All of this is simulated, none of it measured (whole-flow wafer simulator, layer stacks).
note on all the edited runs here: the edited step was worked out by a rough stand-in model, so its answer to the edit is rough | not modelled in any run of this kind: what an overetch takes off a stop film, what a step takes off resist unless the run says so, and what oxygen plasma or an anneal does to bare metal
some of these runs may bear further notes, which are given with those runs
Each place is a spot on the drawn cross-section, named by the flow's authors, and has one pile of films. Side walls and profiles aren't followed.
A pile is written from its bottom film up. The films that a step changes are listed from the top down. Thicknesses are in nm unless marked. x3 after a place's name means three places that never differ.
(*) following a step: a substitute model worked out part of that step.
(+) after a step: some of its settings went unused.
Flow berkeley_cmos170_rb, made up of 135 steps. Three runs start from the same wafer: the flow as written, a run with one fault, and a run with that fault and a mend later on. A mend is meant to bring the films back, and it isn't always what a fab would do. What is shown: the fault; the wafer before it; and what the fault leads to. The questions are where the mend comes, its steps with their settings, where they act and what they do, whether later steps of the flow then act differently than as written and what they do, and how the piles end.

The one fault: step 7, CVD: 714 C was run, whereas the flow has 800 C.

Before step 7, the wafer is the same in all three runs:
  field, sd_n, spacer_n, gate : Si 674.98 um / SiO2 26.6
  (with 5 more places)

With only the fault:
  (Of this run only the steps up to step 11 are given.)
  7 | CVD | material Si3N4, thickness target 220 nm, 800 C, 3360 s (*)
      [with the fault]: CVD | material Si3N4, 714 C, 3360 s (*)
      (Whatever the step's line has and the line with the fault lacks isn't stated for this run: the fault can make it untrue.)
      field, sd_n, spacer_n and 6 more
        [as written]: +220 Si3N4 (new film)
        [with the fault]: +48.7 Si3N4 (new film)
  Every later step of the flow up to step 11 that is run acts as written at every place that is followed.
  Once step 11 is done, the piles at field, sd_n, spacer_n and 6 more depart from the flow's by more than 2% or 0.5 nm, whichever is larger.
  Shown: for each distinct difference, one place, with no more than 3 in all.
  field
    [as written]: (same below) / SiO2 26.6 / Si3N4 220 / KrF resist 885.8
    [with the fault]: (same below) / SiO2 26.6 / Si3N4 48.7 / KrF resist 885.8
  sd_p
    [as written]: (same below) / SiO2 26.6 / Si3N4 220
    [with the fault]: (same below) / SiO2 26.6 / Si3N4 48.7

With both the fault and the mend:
  The mend follows step 11.
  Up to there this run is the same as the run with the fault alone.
  11a | STRIP (*) (+)
      field, sd_n, spacer_n, gate, contact, m1
        -885.8 KrF resist (all of it)
  11b | CLEAN (*) (the flow's step 1 again)
      alters no film at any place that is followed
  11c | CVD | material Si3N4, thickness target 171.3 nm, 800 C, 2616 s (*) (the flow's step 7 again, with other settings)
      field, sd_n, spacer_n and 6 more
        +171.3 Si3N4
  11d | COAT | KrF resist, thickness 900 nm (the flow's step 8 again)
      field, sd_n, spacer_n and 6 more
        +900 KrF resist (new film)
  11e | EXPOSE | photomask NWELL (the flow's step 9 again)
      alters no film at any place that is followed
  11f | PEB | 130 C, 60 s (*) (the flow's step 10 again)
      alters no film at any place that is followed
  11g | DEVELOP | developer developer-D-0.26N, 45 s (the flow's step 11 again)
      field, sd_n, spacer_n, gate, contact, m1
        -14.2 KrF resist
      sd_p, spacer_p, gate_p
        -900 KrF resist (all of it)
  Every later step of the flow that is run acts as written, at every place that is followed, to within 2% or 0.5 nm, whichever is larger.
  At every place that both follow, the piles at the end match the flow's.
